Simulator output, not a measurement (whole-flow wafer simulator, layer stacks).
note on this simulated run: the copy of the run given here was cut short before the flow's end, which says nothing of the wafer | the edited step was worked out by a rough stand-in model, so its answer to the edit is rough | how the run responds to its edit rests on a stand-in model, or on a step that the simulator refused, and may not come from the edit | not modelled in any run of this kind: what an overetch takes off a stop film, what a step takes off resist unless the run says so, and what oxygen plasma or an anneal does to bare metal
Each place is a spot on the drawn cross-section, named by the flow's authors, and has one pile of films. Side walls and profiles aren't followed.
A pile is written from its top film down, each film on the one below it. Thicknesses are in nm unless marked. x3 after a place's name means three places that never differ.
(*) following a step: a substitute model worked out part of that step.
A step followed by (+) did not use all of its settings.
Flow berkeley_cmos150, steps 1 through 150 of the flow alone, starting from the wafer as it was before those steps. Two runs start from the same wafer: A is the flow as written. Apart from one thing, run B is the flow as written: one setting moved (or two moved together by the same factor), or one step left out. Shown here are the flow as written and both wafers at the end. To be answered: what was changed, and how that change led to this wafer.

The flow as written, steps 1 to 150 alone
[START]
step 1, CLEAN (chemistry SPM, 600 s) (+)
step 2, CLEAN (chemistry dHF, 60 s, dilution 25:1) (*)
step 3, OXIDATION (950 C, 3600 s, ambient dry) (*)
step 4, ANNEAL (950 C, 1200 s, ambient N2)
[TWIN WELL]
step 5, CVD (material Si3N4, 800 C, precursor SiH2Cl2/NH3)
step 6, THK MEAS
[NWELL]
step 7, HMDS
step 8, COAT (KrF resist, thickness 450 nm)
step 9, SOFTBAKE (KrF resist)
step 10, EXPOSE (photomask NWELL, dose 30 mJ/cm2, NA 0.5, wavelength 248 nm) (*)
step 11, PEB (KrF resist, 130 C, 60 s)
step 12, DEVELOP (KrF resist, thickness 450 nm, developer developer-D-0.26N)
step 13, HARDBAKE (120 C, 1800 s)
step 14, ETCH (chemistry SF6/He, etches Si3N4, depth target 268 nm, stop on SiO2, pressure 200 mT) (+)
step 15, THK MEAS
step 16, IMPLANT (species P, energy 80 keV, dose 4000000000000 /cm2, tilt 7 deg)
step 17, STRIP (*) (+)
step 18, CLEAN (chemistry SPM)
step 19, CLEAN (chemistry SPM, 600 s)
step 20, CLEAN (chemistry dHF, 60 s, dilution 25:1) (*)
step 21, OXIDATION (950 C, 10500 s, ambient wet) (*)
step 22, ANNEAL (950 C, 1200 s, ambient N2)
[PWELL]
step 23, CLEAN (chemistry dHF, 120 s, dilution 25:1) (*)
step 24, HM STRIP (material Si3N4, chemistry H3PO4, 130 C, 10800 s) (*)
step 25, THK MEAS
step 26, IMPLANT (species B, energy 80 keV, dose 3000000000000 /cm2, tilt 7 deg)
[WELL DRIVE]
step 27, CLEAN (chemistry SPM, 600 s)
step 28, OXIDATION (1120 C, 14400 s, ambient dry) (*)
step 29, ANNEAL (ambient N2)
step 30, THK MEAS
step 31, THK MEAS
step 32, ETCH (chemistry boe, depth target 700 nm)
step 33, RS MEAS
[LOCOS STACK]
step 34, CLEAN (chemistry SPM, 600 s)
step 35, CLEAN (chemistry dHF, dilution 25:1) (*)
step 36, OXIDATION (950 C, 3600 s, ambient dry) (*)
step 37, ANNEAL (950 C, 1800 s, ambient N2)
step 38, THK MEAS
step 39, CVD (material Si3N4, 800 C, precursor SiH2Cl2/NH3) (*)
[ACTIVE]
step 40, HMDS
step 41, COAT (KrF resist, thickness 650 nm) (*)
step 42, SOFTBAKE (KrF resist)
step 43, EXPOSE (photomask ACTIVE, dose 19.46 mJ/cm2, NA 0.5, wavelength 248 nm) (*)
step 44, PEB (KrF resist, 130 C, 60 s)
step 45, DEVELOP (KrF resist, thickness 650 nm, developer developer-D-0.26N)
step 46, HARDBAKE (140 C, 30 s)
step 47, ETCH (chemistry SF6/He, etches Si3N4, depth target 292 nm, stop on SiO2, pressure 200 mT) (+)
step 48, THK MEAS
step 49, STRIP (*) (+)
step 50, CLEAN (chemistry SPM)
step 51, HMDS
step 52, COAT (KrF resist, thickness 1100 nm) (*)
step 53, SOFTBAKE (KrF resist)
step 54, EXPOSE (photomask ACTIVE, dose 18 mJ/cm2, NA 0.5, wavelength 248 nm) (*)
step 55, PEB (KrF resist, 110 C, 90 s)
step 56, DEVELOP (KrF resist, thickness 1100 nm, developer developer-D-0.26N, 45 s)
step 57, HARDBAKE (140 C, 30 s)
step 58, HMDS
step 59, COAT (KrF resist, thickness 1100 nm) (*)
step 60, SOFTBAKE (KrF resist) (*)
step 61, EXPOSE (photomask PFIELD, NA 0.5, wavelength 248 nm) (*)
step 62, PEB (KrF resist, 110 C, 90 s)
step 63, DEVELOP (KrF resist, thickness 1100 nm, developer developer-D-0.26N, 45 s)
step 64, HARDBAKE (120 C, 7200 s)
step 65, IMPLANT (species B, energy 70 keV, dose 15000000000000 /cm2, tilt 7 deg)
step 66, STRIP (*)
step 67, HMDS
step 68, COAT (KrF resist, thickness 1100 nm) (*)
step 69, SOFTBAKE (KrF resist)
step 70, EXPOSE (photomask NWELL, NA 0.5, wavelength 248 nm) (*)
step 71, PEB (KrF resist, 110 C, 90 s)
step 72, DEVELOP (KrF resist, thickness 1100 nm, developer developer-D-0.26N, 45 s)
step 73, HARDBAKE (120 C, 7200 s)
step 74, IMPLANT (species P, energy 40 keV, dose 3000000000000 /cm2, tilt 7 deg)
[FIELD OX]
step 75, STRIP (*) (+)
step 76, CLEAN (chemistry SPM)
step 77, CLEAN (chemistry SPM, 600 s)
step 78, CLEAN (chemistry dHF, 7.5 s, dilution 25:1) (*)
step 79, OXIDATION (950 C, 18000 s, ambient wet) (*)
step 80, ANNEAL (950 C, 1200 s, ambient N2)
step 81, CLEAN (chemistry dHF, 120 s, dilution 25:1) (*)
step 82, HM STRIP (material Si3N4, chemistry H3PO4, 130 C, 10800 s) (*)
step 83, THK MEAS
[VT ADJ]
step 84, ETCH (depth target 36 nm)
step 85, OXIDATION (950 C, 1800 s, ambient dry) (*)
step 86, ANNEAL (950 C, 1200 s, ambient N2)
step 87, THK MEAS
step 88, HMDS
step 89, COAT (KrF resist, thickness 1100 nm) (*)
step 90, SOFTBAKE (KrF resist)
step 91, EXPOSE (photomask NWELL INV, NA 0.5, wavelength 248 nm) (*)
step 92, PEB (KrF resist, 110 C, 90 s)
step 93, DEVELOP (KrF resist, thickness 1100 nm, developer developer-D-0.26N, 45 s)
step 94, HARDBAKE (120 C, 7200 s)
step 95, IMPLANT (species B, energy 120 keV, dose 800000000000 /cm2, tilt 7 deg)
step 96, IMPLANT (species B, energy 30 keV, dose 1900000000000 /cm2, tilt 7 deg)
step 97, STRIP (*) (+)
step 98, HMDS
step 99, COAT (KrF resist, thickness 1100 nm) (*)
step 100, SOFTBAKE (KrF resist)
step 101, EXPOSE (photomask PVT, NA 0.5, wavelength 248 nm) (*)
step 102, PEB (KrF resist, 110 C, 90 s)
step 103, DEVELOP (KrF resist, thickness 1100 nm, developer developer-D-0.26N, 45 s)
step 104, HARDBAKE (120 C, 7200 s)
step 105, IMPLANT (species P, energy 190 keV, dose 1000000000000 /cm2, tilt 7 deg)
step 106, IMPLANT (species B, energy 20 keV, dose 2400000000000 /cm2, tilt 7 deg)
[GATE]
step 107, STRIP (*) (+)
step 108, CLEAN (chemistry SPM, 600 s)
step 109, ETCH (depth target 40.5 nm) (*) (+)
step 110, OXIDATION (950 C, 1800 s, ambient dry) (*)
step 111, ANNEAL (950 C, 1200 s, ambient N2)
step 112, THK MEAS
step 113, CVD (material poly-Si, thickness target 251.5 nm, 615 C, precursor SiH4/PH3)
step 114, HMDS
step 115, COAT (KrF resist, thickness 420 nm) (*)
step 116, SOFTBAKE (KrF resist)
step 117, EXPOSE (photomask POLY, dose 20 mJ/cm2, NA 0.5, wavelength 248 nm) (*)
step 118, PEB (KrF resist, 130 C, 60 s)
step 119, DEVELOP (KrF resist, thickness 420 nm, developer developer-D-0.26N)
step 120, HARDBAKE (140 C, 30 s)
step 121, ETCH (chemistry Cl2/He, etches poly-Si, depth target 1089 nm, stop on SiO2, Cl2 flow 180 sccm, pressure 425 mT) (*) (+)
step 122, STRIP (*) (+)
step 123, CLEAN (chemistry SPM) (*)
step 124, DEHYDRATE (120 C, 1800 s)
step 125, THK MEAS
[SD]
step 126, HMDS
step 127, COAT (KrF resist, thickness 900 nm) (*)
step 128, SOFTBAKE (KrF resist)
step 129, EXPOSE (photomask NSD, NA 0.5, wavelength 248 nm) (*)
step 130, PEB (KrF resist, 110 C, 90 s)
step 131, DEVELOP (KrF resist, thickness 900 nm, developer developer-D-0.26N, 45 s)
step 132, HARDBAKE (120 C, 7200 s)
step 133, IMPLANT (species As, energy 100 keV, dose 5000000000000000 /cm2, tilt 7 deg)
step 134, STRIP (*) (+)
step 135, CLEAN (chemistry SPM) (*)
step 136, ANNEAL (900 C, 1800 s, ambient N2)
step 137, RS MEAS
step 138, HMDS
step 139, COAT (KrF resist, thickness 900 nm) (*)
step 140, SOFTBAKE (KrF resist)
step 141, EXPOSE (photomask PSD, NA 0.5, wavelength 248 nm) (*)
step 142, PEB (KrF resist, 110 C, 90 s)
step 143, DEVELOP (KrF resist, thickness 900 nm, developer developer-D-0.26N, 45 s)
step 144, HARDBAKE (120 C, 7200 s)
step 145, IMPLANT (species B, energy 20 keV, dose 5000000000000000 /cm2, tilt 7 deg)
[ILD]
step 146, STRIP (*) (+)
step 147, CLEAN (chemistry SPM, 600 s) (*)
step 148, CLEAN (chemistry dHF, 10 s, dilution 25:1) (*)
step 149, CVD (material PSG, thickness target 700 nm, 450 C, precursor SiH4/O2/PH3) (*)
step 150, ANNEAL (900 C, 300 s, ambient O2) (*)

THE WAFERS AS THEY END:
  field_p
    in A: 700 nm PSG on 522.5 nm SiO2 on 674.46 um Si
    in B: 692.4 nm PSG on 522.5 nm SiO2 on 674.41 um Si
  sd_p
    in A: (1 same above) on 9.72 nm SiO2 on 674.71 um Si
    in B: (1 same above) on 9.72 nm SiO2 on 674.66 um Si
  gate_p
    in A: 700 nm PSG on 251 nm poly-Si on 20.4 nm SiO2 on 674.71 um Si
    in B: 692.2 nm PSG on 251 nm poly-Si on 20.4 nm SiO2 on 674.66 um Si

Cause: step 21, OXIDATION: 14700 s was run, while the flow as written has 10500 s.

How this came from the change, step by step:
  step 21, OXIDATION (950 C, 10500 s, ambient wet) (*)
      field, sd_n, gate_n, contact, m1: A SiO2 gains 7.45 (new film), Si3N4 loses 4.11 | B SiO2 gains 9.72 (new film), Si3N4 loses 5.36
      field_p, sd_p, gate_p: A SiO2 gains 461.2, Si loses 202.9 | B SiO2 gains 585.4, Si loses 257.6
  step 23, CLEAN (chemistry dHF, 120 s, dilution 25:1) (*)
      field, sd_n, gate_n, contact, m1: A SiO2 loses 7.45 (all of it), Si3N4 loses 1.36 | B SiO2 loses 9.72 (all of it), Si3N4 loses 1.16
  step 28, OXIDATION (1120 C, 14400 s, ambient dry) (*)
      field_p, sd_p, gate_p: A SiO2 gains 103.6, Si loses 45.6 | B SiO2 gains 86.2, Si loses 37.9
  step 32, ETCH (chemistry boe, depth target 700 nm)
      field_p, sd_p, gate_p: A SiO2 loses 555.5 (all of it) | B SiO2 loses 662.3 (all of it)
  step 41, COAT (KrF resist, thickness 650 nm) (*)
      field_p: A KrF resist gains 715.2 (new film) | B KrF resist gains 738.2 (new film)
      sd_p: A KrF resist gains 694.3 (new film) | B KrF resist gains 709.3 (new film)
  step 45, DEVELOP (KrF resist, thickness 650 nm, developer developer-D-0.26N)
      field_p: A KrF resist loses 714.1 (all of it) | B KrF resist loses 737.1 (all of it)
  step 46, HARDBAKE (140 C, 30 s)
      sd_p: A KrF resist loses 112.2 | B KrF resist loses 114.6
  step 49, STRIP (*) (+)
      sd_p: A KrF resist loses 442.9 (all of it) | B KrF resist loses 455.4 (all of it)
      gate_p: A KrF resist loses 439.2 (all of it) | B KrF resist loses 450.4 (all of it)
  step 52, COAT (KrF resist, thickness 1100 nm) (*)
      field_p: A KrF resist gains 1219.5 (new film) | B KrF resist gains 1248.7 (new film)
      sd_p: A KrF resist gains 1111.6 (new film) | B KrF resist gains 1135.1 (new film)
  step 56, DEVELOP (KrF resist, thickness 1100 nm, developer developer-D-0.26N, 45 s)
      field_p: A KrF resist loses 1211 (all of it) | B KrF resist loses 1240 (all of it)
  step 57, HARDBAKE (140 C, 30 s)
      sd_p: A KrF resist loses 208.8 | B KrF resist loses 213.2
      gate_p: A KrF resist loses 209.5 | B KrF resist loses 213.8
  step 59, COAT (KrF resist, thickness 1100 nm) (*)
      field_p: A KrF resist gains 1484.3 (new film) | B KrF resist gains 1516 (new film)
  step 66, STRIP (*)
      field_p: A KrF resist loses 1436.3 (all of it) | B KrF resist loses 1467.2 (all of it)
  step 68, COAT (KrF resist, thickness 1100 nm) (*)
      field_p: A KrF resist gains 1219.5 (new film) | B KrF resist gains 1248.7 (new film)
      sd_p: A KrF resist gains 1111.6 (new film) | B KrF resist gains 1135.1 (new film)
  step 72, DEVELOP (KrF resist, thickness 1100 nm, developer developer-D-0.26N, 45 s)
      field_p: A KrF resist loses 1211 (all of it) | B KrF resist loses 1240 (all of it)
      sd_p: A KrF resist loses 1103.9 (all of it) | B KrF resist loses 1127.2 (all of it)
  step 89, COAT (KrF resist, thickness 1100 nm) (*)
      field_p: A KrF resist gains 1087.8 (new film) | B KrF resist gains 1116.9 (new film)
  ... another 11 steps ...
  step 146, STRIP (*) (+)
      field_p: A KrF resist loses 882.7 (all of it) | B KrF resist loses 909.4 (all of it)
